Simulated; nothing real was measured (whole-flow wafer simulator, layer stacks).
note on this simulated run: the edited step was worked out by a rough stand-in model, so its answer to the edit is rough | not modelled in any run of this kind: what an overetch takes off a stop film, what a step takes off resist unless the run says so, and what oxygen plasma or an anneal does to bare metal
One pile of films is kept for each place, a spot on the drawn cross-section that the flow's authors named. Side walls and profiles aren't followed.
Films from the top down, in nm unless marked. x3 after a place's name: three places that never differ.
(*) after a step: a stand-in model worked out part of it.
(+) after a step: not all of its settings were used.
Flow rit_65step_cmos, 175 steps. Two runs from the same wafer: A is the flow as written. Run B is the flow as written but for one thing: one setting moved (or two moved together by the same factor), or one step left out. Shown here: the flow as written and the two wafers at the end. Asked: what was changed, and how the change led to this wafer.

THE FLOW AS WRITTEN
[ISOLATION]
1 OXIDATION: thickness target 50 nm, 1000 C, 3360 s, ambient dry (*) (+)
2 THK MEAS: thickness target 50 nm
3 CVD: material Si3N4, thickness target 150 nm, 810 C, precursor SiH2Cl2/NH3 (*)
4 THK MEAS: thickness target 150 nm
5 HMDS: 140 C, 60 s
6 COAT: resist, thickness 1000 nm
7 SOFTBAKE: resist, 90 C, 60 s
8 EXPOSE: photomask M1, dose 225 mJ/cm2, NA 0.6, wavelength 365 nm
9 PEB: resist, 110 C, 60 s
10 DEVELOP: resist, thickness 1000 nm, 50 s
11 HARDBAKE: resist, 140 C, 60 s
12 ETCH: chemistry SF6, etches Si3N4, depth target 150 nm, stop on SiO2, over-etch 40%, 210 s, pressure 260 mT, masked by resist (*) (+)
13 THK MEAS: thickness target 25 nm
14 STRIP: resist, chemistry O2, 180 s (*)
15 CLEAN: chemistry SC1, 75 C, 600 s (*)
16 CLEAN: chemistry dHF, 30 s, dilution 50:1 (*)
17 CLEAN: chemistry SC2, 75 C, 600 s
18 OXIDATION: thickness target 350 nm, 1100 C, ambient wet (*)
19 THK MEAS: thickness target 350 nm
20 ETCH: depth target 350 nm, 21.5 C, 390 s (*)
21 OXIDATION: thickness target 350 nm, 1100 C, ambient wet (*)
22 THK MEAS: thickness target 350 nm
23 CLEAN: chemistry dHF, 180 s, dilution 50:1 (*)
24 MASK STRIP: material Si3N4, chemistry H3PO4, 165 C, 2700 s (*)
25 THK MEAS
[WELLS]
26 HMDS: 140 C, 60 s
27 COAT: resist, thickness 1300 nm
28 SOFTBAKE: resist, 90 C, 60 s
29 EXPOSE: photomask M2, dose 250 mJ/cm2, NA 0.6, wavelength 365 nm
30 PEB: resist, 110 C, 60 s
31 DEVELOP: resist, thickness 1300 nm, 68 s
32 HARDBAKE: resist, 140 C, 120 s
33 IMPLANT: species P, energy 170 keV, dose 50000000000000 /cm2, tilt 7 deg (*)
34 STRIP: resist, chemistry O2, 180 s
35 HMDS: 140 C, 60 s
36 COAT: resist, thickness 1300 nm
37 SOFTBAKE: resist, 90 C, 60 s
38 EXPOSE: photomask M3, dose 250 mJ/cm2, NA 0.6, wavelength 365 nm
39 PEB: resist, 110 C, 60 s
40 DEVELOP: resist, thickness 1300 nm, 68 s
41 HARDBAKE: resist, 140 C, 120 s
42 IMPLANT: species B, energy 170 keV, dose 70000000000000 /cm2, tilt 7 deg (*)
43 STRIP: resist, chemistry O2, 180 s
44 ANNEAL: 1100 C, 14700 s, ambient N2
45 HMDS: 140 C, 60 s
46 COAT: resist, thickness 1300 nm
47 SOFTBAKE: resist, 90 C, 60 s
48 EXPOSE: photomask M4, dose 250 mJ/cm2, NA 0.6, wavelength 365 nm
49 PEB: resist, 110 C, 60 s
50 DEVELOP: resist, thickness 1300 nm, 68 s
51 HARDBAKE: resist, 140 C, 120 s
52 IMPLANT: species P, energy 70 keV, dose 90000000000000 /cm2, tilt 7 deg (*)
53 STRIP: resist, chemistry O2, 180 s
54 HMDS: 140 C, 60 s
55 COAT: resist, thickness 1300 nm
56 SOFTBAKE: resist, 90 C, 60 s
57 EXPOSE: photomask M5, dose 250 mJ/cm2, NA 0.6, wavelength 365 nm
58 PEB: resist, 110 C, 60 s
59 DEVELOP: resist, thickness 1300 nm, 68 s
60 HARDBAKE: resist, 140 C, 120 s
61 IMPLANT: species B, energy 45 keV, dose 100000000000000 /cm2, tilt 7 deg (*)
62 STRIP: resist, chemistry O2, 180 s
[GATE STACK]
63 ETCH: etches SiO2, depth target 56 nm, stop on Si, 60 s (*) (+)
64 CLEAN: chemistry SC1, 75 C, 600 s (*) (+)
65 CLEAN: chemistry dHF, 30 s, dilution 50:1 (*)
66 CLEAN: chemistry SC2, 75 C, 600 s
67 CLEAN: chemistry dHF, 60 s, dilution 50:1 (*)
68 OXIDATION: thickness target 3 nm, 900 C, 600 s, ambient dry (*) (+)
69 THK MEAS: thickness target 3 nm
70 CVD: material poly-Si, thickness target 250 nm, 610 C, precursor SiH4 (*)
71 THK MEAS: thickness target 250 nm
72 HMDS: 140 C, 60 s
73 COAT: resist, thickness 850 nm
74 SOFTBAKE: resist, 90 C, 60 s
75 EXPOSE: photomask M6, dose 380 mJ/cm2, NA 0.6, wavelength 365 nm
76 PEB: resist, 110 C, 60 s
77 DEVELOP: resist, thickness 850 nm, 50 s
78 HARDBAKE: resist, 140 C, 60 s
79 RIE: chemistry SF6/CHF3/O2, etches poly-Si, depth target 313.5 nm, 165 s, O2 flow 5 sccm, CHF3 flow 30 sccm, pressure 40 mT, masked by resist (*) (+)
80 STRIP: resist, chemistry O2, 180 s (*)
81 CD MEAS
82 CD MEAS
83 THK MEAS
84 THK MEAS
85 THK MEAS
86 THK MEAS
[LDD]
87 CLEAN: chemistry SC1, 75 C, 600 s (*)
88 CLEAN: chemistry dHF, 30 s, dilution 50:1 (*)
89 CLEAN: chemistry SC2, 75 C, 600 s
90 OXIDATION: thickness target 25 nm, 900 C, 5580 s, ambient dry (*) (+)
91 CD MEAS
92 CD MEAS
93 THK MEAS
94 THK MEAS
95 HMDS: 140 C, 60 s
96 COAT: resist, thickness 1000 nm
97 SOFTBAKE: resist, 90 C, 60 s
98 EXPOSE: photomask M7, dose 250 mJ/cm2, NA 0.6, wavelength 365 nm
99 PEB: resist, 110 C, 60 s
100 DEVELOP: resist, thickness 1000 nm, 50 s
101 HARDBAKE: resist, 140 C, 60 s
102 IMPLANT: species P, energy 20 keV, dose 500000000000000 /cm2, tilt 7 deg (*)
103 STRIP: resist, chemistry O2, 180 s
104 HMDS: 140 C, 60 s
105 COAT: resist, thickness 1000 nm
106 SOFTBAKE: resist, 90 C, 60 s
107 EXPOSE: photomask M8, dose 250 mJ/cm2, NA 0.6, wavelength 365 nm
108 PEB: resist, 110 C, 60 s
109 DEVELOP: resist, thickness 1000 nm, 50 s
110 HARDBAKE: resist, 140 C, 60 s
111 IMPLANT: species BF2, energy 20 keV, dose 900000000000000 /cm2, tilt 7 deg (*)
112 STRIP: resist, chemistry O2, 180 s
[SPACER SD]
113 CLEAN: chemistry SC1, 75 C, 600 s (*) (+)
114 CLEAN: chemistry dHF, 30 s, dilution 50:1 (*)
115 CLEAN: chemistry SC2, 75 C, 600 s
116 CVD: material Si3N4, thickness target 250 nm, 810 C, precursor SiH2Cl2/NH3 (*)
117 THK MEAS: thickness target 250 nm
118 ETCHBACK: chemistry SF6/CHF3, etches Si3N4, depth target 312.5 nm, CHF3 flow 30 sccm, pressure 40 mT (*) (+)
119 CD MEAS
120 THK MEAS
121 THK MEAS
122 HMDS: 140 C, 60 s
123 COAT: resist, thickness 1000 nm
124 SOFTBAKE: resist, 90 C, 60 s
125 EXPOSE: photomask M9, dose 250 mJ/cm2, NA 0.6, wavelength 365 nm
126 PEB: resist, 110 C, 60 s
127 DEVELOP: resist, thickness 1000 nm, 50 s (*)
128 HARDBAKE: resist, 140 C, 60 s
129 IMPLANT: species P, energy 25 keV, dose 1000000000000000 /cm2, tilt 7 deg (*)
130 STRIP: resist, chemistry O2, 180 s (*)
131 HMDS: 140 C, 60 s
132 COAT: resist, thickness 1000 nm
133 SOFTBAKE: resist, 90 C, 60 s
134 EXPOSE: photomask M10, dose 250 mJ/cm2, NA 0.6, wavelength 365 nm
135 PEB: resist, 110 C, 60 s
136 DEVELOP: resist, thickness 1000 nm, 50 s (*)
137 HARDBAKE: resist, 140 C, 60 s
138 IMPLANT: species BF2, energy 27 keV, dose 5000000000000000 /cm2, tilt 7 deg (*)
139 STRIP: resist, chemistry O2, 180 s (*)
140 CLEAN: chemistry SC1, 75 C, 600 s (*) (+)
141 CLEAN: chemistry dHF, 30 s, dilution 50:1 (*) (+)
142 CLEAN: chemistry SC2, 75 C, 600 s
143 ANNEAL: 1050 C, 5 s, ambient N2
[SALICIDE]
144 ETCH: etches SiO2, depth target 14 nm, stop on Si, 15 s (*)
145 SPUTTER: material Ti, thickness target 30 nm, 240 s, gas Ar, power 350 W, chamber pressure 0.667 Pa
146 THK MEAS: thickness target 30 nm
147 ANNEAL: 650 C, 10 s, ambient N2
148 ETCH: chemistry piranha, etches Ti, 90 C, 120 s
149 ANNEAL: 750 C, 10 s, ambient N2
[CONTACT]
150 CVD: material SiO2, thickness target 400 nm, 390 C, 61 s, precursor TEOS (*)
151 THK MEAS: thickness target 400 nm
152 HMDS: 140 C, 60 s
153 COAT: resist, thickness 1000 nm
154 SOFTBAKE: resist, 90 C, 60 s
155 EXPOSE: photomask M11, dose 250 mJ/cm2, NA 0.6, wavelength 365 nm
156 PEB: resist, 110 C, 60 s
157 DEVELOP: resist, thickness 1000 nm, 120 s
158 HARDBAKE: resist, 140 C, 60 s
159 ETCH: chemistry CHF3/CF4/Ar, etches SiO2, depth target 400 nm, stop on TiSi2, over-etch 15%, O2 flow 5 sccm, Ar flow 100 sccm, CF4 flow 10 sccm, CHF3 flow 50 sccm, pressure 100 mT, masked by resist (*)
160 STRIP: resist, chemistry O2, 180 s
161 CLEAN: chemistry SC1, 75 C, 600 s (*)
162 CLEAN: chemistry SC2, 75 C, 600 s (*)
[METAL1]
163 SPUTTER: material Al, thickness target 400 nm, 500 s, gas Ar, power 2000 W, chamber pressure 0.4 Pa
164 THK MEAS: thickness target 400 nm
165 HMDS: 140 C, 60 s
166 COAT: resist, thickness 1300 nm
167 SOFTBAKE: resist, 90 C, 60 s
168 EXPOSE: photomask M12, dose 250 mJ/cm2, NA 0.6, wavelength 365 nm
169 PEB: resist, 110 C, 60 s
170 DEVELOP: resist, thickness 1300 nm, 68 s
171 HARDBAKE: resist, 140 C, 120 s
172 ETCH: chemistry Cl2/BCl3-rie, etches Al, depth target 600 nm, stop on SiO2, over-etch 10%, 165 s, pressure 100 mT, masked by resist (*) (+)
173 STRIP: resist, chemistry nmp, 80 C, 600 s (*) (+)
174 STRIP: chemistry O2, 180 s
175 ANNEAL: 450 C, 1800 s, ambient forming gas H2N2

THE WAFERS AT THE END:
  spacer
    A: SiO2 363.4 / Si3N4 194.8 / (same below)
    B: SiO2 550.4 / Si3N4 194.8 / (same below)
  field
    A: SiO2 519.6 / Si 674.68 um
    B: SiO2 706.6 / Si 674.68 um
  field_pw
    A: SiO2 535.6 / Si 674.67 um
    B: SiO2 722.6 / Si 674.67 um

The cause: step 150, CVD: thickness target 587 nm was run, where the flow has thickness target 400 nm; step 150, CVD: 89 s was run, where the flow has 61 s.

How the change led to this, step by step:
  150 CVD: material SiO2, thickness target 400 nm, 390 C, 61 s, precursor TEOS (*)
      field, field_pw, field_nw, field_p: A SiO2 +400 | B SiO2 +587
      spacer, spacer_p: A SiO2 +400 (new film) | B SiO2 +587 (new film)
      (and at 2 more places)
